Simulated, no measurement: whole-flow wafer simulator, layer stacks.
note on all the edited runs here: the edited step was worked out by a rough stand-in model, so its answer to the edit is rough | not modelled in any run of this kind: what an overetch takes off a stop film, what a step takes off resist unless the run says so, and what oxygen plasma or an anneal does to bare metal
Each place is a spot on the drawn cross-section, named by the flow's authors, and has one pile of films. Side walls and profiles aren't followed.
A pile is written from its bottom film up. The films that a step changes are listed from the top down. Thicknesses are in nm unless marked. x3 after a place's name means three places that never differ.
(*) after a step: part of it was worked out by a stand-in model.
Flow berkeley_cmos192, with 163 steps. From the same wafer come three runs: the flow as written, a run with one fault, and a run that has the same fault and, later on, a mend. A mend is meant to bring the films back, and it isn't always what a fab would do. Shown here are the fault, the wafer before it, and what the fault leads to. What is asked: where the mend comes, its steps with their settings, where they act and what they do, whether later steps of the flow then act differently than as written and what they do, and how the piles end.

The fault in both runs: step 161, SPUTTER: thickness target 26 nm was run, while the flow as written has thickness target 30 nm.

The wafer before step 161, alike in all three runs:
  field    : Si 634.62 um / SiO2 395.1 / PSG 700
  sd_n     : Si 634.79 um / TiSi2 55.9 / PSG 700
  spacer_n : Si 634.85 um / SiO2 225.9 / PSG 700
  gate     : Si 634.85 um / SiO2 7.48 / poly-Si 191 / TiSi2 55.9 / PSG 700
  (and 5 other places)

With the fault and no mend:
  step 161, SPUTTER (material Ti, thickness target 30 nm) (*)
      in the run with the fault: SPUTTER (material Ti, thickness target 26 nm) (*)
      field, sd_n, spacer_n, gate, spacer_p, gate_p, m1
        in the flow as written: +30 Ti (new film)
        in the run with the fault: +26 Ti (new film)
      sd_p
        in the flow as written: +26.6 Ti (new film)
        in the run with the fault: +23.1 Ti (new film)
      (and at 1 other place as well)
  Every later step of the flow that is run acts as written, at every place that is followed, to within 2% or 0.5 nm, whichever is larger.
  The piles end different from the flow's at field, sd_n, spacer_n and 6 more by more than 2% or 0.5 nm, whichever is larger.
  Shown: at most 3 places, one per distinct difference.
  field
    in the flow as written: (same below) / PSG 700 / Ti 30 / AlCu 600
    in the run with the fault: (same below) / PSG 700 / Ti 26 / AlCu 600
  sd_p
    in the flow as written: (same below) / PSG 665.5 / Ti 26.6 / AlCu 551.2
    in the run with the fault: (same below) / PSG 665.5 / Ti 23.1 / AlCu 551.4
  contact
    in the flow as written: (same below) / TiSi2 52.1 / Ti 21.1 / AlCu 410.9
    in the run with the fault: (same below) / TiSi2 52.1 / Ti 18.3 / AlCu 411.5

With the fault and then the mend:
  After step 161 comes the mend.
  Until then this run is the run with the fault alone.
  step 161a, SPUTTER (material Ti, thickness target 3.912 nm) (*) (the flow's step 161, run once more with other settings)
      field, sd_n, spacer_n, gate, spacer_p, gate_p, m1
        +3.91 Ti
      sd_p
        +3.46 Ti
      contact
        +2.73 Ti
  Every later step of the flow that is run acts as written at every place that is followed.
  At the end the piles are close to the flow's at the places that both follow, differing by at most 2% or 0.5 nm, whichever is larger.
